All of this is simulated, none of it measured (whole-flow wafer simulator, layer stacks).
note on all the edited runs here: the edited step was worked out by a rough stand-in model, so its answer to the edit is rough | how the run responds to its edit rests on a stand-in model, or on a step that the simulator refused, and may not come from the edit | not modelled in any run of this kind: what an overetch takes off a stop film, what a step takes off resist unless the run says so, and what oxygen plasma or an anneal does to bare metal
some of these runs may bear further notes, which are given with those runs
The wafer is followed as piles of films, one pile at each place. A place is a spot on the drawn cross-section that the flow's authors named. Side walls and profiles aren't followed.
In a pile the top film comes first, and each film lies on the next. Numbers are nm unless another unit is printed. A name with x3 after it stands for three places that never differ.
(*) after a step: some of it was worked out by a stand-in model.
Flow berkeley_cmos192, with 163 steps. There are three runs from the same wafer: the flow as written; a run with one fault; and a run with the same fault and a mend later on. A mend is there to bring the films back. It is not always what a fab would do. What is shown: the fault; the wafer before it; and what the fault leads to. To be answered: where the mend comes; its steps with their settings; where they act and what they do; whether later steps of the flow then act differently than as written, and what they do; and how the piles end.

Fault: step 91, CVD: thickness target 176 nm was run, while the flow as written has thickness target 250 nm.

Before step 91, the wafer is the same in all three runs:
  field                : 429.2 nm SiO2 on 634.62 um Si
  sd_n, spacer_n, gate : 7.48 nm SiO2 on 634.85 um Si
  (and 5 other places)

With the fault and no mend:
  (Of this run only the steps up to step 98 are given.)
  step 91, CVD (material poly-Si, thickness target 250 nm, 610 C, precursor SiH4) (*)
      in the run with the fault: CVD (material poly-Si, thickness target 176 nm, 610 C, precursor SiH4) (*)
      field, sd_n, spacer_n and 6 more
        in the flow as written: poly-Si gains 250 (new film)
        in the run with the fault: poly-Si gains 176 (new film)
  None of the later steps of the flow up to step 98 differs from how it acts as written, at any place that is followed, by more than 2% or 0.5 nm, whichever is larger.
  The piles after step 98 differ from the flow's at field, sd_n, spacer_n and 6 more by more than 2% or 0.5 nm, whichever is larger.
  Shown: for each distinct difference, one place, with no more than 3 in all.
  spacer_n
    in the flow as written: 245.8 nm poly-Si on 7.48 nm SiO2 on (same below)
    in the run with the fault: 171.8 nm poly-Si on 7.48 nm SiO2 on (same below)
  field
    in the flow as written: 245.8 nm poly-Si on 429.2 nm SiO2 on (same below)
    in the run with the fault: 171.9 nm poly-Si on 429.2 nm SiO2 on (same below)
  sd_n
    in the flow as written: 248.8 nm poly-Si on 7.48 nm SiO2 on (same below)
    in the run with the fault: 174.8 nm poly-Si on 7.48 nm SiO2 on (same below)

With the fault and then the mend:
  After step 91 comes the mend.
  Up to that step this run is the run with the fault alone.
  step 91a, ETCH (chemistry tmah, depth target 202.4 nm)
      field, sd_n, spacer_n and 6 more
        poly-Si loses 176 (all of it)
  step 91b, CLEAN (chemistry SPM) (*) (the flow's step 87 again)
      leaves every film unchanged at each place that is followed
  step 91c, CVD (material poly-Si, thickness target 250 nm, 610 C, precursor SiH4) (*) (the flow's step 91 again)
      field, sd_n, spacer_n and 6 more
        poly-Si gains 250 (new film)
  None of the later steps of the flow differs from how it acts as written, at any place that is followed, by more than 2% or 0.5 nm, whichever is larger.
  The piles end the same as the flow's at every place that both follow.
